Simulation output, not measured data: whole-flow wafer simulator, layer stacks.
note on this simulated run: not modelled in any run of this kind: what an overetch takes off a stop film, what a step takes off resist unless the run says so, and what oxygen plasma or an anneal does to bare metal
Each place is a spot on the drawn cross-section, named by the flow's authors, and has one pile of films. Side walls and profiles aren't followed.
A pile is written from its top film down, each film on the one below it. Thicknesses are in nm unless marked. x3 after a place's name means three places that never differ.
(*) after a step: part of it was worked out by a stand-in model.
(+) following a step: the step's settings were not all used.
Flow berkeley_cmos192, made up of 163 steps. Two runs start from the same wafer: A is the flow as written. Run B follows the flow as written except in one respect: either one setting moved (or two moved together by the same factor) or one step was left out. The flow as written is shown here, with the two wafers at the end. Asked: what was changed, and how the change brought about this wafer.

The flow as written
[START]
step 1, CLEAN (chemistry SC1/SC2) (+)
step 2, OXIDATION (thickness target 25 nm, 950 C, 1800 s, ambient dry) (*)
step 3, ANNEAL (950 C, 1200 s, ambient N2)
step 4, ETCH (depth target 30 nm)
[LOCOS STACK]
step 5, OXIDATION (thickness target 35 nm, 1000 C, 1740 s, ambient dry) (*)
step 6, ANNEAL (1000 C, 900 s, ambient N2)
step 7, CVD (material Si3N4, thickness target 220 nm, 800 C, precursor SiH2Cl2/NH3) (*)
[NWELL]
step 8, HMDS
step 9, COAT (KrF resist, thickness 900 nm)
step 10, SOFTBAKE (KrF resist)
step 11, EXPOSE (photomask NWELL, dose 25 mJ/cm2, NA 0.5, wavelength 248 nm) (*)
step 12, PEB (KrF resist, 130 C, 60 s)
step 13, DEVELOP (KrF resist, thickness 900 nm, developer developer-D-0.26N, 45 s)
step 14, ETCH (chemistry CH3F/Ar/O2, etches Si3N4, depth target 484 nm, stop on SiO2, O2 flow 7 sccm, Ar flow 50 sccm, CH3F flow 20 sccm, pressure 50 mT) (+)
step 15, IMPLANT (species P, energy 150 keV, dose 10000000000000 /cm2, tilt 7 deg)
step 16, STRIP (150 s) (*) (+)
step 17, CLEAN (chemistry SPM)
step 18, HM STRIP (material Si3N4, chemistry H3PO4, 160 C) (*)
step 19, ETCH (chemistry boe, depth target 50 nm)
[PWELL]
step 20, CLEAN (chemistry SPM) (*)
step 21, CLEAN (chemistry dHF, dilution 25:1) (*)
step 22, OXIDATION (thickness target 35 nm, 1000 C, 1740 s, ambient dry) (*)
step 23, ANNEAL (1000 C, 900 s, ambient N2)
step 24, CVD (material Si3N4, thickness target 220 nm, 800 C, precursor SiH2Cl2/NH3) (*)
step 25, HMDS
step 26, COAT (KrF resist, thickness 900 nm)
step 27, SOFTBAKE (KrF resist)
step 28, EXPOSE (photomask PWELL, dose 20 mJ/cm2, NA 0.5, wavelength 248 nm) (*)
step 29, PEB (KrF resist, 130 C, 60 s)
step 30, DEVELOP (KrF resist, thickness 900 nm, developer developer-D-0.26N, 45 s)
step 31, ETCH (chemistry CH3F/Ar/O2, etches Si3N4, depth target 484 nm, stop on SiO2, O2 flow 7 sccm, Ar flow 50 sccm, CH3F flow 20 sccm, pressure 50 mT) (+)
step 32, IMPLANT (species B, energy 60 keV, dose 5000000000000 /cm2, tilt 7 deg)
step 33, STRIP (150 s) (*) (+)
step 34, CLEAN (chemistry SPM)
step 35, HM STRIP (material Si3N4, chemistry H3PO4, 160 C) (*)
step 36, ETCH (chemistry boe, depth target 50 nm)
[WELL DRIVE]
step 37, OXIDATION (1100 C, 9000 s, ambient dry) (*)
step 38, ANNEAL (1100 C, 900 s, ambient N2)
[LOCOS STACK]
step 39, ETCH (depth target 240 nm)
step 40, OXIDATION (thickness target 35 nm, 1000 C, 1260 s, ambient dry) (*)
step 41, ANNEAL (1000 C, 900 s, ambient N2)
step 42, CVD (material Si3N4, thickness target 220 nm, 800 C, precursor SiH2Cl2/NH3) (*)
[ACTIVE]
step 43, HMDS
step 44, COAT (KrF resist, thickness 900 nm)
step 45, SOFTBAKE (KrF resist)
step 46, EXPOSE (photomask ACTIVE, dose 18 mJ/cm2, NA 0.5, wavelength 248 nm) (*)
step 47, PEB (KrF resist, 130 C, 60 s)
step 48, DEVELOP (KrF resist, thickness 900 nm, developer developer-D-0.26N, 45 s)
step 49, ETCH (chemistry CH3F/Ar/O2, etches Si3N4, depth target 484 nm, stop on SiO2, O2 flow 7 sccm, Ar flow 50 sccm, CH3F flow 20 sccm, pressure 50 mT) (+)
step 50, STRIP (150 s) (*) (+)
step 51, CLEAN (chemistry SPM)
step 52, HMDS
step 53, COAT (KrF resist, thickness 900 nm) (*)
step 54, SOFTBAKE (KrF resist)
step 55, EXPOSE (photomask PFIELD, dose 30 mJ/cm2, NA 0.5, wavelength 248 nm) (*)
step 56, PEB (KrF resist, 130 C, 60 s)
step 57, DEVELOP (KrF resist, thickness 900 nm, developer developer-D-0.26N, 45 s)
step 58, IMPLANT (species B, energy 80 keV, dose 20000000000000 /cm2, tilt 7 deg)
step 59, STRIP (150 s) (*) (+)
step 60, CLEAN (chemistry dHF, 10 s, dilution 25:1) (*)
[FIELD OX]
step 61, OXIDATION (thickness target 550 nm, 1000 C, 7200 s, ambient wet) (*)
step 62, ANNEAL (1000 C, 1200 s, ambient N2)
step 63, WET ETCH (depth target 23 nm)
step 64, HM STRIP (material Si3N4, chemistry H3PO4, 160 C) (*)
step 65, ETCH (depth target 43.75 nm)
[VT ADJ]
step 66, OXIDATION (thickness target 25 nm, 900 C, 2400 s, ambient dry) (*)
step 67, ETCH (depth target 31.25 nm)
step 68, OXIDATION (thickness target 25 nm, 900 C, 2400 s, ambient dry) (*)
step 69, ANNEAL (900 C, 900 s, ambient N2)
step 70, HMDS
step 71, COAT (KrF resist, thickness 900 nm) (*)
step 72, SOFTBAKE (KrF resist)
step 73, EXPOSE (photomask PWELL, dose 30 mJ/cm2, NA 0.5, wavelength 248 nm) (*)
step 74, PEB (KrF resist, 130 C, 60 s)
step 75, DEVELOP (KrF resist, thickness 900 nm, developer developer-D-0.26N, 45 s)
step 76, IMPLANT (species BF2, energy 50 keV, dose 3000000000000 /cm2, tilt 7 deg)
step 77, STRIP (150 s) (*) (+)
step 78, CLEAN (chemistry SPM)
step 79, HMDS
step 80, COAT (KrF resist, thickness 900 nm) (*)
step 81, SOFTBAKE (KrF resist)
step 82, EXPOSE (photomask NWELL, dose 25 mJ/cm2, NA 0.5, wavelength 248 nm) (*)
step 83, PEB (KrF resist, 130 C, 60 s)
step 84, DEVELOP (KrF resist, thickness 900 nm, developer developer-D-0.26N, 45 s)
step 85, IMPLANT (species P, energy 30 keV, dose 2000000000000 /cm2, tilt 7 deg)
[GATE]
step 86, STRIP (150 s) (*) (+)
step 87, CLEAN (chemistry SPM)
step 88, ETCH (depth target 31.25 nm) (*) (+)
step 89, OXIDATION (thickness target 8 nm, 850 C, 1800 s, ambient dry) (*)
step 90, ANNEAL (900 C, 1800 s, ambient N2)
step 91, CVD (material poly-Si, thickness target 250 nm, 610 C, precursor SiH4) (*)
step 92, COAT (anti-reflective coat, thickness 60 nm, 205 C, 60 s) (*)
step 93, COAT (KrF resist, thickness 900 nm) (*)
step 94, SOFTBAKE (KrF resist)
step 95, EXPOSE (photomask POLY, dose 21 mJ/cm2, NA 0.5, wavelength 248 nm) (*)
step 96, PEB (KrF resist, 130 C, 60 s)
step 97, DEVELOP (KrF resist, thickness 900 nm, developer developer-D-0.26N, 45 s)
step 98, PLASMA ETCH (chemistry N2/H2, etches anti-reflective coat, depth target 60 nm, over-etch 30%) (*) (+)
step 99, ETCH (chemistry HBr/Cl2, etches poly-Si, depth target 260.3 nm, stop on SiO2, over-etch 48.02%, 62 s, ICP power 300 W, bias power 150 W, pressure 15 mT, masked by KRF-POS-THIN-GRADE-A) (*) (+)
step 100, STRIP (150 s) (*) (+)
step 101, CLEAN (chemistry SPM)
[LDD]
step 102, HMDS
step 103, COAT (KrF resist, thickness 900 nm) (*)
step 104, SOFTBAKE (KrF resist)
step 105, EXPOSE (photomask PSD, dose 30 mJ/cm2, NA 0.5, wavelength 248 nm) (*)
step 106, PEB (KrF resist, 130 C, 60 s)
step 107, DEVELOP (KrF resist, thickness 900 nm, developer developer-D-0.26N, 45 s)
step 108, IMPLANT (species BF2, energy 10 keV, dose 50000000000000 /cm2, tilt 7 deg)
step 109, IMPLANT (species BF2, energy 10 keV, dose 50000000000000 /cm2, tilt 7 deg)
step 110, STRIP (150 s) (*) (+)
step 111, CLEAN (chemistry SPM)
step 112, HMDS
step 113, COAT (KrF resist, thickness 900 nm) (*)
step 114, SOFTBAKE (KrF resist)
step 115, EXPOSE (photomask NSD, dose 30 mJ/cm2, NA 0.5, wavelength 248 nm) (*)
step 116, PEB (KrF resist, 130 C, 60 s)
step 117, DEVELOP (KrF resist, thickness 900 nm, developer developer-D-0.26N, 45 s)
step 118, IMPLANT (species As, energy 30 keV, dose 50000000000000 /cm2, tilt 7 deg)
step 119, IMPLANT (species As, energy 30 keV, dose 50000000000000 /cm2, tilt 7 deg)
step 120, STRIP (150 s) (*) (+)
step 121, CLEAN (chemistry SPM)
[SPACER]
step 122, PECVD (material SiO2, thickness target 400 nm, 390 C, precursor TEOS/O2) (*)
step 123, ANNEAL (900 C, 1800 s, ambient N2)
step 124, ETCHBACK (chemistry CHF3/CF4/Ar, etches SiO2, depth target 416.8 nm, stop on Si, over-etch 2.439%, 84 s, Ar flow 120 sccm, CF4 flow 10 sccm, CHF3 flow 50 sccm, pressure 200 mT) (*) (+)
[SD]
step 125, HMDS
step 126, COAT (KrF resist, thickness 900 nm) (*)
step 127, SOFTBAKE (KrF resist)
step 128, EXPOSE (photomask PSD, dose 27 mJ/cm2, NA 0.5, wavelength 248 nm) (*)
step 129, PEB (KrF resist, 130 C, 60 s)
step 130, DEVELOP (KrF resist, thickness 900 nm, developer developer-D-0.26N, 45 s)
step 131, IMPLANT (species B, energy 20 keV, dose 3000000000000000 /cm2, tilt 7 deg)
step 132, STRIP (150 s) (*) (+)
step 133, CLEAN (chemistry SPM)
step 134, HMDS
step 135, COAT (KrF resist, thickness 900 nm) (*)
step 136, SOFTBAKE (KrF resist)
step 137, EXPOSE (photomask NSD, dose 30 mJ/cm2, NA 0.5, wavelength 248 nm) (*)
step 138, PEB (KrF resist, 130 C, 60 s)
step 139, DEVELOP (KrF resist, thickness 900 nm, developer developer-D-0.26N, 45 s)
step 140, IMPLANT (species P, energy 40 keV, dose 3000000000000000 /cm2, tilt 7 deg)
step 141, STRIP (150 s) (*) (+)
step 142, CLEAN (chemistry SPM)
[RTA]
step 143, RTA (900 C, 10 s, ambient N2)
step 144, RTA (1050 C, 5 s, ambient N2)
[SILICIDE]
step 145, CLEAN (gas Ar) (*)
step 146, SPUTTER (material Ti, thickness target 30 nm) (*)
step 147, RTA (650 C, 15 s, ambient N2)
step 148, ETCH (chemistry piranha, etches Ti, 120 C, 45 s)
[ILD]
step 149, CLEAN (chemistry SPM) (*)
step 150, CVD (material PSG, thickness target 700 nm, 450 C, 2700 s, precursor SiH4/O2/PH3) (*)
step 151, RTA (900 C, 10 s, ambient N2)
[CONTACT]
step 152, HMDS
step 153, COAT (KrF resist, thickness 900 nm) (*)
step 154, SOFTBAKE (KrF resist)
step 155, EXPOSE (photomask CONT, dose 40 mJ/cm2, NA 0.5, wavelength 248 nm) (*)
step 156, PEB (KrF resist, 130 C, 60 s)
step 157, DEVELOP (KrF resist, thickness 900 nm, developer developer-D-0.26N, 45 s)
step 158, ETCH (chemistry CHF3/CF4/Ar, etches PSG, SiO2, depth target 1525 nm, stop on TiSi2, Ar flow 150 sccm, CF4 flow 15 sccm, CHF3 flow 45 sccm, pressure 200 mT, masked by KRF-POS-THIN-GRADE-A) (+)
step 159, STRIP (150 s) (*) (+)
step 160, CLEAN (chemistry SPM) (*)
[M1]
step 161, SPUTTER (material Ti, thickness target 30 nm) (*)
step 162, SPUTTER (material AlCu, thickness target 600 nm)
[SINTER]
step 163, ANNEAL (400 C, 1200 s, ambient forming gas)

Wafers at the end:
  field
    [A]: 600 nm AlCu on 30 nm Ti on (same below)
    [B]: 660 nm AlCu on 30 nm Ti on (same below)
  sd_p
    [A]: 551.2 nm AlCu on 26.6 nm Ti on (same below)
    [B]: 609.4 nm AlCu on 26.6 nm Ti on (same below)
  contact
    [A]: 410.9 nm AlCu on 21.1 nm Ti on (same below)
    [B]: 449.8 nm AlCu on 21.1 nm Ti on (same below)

Cause: step 162, SPUTTER: thickness target 660 nm was run, though the flow has thickness target 600 nm.
The wafer itself shows it: field has AlCu 660, and step 162 as written asks for 600 nm.

The path from the change to this, step by step:
  step 162, SPUTTER (material AlCu, thickness target 600 nm)
      field, sd_n, spacer_n, gate, spacer_p, gate_p, m1: A +600 AlCu (new film) | B +660 AlCu (new film)
      sd_p: A +551.2 AlCu (new film) | B +609.4 AlCu (new film)
      (as well as at 1 more place)
